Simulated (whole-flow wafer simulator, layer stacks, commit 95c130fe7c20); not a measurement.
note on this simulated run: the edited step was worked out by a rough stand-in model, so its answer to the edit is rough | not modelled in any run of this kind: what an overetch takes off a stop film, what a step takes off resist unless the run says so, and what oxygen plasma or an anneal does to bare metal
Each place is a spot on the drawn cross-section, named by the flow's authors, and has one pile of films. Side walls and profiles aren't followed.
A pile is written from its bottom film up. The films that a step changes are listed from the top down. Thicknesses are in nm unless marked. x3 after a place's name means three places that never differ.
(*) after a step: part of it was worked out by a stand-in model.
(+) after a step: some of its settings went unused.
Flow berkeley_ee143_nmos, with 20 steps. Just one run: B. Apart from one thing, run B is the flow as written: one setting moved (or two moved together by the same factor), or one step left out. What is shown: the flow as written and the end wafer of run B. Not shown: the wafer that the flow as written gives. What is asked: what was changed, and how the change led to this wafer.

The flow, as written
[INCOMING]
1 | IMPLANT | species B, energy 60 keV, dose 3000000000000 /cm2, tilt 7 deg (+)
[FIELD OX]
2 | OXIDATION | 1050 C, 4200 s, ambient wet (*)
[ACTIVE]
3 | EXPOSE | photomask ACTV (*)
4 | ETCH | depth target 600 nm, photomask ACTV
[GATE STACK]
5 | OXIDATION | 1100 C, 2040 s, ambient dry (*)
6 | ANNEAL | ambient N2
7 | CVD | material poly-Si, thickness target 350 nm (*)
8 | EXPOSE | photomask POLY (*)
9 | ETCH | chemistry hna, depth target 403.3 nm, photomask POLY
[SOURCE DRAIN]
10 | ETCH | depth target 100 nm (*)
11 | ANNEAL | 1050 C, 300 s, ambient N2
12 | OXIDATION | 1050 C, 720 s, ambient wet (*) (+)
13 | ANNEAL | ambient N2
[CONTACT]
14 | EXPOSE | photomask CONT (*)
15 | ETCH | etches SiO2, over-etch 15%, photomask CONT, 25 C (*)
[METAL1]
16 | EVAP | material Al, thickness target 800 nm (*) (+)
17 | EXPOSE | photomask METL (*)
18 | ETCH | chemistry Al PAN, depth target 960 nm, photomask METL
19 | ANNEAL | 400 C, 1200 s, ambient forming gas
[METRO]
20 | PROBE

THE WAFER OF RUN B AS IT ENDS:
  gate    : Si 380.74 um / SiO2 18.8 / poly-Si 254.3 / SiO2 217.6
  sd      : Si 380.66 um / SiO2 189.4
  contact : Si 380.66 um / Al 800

The reason: step 5, OXIDATION: 935 C was run, while the flow as written has 1100 C.

The path from the change to this, step by step:
  5 | OXIDATION | 1100 C, 2040 s, ambient dry (*)
      gate, sd, contact: +18.8 SiO2 (new film), -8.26 Si (as written it would have been: +79.7 SiO2 (new film), -35.1 Si)
      field: +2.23 SiO2, -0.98 Si (as written it would have been: +11.6 SiO2, -5.1 Si)
  10 | ETCH | depth target 100 nm (*)
      sd, contact: -18.8 SiO2 (all of it) (as written it would have been: -79.7 SiO2 (all of it))
